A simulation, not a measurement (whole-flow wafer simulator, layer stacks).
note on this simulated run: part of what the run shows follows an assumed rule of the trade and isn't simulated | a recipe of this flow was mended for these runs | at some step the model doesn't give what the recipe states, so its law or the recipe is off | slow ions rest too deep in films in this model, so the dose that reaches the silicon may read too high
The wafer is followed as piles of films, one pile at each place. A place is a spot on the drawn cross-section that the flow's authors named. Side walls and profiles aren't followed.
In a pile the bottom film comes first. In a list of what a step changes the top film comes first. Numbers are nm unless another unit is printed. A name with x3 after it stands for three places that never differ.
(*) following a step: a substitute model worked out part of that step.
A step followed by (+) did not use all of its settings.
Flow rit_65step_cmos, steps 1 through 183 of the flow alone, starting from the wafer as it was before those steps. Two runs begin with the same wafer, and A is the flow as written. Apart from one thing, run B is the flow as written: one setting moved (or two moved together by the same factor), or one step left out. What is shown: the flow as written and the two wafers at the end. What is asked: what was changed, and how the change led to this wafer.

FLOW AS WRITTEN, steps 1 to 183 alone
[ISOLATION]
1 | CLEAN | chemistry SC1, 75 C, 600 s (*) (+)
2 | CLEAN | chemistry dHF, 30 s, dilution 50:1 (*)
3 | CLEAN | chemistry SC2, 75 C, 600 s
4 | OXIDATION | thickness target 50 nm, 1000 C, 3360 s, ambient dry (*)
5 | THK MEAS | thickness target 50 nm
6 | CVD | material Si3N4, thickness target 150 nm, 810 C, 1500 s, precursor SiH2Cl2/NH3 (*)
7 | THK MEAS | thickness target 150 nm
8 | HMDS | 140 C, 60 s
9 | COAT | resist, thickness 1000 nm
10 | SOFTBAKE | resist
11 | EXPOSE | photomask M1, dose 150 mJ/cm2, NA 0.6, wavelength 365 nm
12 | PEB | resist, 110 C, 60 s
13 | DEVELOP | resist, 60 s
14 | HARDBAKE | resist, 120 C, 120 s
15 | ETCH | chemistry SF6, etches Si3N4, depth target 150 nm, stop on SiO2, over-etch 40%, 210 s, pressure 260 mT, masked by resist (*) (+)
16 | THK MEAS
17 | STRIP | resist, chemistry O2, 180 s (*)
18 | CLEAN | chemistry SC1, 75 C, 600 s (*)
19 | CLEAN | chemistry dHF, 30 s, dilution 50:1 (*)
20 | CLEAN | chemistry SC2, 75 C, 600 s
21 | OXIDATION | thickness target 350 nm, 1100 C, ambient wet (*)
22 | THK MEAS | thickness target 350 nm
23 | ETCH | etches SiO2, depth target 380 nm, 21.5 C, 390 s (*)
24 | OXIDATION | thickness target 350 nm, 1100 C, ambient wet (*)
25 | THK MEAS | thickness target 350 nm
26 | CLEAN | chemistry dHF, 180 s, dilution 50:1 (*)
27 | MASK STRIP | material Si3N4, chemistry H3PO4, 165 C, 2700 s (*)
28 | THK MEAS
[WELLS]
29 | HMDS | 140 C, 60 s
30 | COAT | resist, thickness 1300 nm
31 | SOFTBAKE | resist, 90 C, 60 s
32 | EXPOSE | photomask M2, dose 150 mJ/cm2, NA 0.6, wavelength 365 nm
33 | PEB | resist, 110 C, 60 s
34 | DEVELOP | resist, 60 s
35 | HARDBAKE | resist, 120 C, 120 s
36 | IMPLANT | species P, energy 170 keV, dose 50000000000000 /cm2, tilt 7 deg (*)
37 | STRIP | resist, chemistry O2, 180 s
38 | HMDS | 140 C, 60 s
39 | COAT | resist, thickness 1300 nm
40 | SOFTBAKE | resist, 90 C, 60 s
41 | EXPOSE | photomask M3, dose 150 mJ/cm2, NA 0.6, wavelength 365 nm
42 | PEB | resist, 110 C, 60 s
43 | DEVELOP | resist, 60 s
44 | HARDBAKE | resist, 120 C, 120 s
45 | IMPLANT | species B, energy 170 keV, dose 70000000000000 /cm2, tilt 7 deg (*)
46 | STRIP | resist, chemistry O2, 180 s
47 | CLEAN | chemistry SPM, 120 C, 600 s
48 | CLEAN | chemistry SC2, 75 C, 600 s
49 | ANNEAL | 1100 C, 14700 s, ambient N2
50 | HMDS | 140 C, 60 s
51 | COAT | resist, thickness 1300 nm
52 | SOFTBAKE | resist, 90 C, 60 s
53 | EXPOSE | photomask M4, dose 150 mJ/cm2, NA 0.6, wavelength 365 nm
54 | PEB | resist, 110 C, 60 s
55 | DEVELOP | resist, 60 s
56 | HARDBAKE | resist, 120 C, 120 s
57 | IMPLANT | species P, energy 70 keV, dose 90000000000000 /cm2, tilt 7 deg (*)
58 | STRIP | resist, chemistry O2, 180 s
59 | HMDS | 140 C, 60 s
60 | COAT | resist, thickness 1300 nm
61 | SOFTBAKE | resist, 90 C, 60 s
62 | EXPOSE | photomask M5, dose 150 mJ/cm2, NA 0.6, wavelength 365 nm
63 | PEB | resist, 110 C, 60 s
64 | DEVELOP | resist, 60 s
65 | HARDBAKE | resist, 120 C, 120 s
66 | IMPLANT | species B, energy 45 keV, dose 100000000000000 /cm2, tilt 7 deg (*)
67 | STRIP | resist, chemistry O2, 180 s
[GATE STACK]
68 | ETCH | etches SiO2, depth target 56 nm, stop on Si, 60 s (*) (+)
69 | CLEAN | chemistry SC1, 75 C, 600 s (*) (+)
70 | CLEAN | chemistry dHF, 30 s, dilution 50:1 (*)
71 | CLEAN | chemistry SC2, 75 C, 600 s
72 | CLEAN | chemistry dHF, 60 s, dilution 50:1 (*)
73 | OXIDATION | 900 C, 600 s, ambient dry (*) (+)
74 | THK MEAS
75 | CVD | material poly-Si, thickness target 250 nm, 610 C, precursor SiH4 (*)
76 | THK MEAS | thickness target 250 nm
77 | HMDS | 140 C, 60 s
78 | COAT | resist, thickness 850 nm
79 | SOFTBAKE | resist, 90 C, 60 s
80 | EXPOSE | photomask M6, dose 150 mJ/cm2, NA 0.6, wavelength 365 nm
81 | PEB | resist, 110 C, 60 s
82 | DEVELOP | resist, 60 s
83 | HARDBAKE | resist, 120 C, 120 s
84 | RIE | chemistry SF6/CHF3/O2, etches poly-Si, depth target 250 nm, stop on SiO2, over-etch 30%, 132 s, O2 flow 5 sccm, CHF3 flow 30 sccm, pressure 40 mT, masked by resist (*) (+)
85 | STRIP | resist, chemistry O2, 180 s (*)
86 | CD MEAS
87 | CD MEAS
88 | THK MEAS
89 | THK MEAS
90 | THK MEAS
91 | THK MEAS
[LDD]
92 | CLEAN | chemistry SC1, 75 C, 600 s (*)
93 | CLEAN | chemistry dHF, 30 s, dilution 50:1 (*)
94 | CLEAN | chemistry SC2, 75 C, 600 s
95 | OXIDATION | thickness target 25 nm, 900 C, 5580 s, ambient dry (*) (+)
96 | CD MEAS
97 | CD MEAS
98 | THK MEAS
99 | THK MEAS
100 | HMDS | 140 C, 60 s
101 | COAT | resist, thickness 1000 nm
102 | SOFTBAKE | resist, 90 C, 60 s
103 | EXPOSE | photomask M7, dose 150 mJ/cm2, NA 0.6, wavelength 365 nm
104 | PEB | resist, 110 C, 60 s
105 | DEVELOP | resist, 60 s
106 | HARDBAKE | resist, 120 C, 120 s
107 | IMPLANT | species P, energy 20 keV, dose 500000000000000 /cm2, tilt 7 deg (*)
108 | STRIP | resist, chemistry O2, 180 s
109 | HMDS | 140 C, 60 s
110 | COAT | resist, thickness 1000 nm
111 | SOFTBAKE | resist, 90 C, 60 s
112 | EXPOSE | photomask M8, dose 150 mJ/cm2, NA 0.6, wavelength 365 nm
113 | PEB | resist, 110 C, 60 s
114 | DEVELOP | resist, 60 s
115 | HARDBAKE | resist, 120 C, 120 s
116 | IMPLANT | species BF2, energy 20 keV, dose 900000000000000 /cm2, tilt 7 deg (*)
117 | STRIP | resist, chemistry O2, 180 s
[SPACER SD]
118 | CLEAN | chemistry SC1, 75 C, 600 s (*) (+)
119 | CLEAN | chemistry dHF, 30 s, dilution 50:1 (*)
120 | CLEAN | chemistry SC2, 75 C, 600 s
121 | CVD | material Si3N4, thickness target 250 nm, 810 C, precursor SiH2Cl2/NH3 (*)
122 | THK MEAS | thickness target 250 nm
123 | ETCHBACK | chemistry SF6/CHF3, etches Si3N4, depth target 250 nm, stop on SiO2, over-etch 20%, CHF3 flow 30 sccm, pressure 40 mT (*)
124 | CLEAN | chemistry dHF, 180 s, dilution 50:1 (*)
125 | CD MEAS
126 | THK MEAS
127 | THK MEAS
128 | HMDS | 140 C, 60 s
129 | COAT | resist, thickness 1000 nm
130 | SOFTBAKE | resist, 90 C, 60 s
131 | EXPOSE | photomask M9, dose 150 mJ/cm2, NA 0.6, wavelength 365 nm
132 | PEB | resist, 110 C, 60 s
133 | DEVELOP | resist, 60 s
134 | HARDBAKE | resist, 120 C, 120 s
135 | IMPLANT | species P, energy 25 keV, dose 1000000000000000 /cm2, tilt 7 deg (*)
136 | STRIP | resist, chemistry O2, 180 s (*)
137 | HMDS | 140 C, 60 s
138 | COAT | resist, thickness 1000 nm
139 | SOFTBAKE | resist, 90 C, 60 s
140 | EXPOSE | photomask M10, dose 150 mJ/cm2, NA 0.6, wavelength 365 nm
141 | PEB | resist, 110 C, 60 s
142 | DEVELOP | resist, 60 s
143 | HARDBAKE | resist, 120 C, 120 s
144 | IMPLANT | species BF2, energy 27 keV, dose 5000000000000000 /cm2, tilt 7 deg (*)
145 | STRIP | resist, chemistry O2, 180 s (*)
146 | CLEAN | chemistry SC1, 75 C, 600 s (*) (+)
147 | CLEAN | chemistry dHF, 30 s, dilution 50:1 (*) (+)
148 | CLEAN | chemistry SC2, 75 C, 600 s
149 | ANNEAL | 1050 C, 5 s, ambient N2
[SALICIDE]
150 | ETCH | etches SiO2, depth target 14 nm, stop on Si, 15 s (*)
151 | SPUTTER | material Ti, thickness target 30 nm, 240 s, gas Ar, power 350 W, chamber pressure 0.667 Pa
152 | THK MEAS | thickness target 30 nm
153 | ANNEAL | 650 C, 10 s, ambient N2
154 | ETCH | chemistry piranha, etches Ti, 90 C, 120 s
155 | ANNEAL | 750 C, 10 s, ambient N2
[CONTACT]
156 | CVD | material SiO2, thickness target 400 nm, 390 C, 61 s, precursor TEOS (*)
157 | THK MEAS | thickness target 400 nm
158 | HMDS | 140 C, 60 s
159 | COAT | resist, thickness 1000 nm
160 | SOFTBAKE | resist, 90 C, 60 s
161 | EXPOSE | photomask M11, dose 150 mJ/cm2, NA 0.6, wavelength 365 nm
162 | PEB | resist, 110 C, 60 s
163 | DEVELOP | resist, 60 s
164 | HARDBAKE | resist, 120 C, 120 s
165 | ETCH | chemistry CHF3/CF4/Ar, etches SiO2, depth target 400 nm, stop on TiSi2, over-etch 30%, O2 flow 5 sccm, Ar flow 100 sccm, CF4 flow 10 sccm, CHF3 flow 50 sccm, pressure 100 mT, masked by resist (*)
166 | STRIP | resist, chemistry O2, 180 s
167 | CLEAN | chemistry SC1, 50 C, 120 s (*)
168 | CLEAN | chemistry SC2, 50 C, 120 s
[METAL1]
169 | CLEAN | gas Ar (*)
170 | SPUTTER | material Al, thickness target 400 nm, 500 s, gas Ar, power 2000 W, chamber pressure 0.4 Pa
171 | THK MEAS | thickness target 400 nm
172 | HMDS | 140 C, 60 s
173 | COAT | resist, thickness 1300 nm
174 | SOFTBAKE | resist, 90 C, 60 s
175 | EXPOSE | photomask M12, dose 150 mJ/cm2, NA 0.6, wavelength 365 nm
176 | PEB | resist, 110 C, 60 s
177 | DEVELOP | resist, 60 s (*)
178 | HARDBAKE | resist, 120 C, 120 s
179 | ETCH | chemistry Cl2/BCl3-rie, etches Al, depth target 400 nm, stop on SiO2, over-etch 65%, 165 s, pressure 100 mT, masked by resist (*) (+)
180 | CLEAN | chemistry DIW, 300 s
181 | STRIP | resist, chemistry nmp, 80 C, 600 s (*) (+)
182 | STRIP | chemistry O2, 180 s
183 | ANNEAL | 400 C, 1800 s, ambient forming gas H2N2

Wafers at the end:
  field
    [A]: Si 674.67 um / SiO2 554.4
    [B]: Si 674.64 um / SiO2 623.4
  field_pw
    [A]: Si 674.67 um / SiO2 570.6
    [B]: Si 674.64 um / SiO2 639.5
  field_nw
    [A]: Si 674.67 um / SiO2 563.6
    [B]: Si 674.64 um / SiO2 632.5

The reason: step 24, OXIDATION: thickness target 420 nm was run, whereas the flow has thickness target 350 nm.

Step by step, how the change led to this:
  24 | OXIDATION | thickness target 350 nm, 1100 C, ambient wet (*)
      active_n, active_p, gate_n and 7 more: A +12 SiO2 (new film), -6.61 Si3N4 | B +15.1 SiO2 (new film), -8.36 Si3N4
      field, field_pw, field_nw, field_p: A +350 SiO2 (new film), -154 Si | B +420 SiO2 (new film), -184.8 Si
  26 | CLEAN | chemistry dHF, 180 s, dilution 50:1 (*)
      active_n, active_p, gate_n and 7 more: A -12 SiO2 (all of it), -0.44 Si3N4 | B -15.1 SiO2 (all of it), -0.14 Si3N4
  30 | COAT | resist, thickness 1300 nm
      field: A +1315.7 resist (new film) | B +1286.8 resist (new film)
      field_p: A +1315.7 resist (new film) | B +1286.9 resist (new film)
  33 | PEB | resist, 110 C, 60 s
      field, field_p: A -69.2 resist | B -67.7 resist
  34 | DEVELOP | resist, 60 s
      field_p: A -1246.5 resist (all of it) | B -1219.2 resist (all of it)
  35 | HARDBAKE | resist, 120 C, 120 s
      field: A -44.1 resist | B -43.1 resist
  37 | STRIP | resist, chemistry O2, 180 s
      field: A -1202.4 resist (all of it) | B -1176 resist (all of it)
  39 | COAT | resist, thickness 1300 nm
      field: A +1315.7 resist (new film) | B +1286.8 resist (new film)
      field_p: A +1315.7 resist (new film) | B +1286.9 resist (new film)
  42 | PEB | resist, 110 C, 60 s
      field, field_p: A -69.2 resist | B -67.7 resist
  43 | DEVELOP | resist, 60 s
      field: A -1246.5 resist (all of it) | B -1219.2 resist (all of it)
  44 | HARDBAKE | resist, 120 C, 120 s
      field_p: A -44.1 resist | B -43.1 resist
  46 | STRIP | resist, chemistry O2, 180 s
      field_p: A -1202.3 resist (all of it) | B -1176.1 resist (all of it)
  51 | COAT | resist, thickness 1300 nm
      field: A +1315.7 resist (new film) | B +1286.8 resist (new film)
      field_p: A +1315.7 resist (new film) | B +1286.9 resist (new film)
  54 | PEB | resist, 110 C, 60 s
      field, field_p: A -69.2 resist | B -67.7 resist
  55 | DEVELOP | resist, 60 s
      field_p: A -1246.5 resist (all of it) | B -1219.2 resist (all of it)
  56 | HARDBAKE | resist, 120 C, 120 s
      field: A -44.1 resist | B -43.1 resist
  ... another 36 steps ...
  177 | DEVELOP | resist, 60 s (*)
      field: A -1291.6 resist (all of it), -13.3 Al | B -1262.7 resist (all of it), -13.3 Al
      field_p: A -1299 resist (all of it), -13.3 Al | B -1270.4 resist (all of it), -13.3 Al
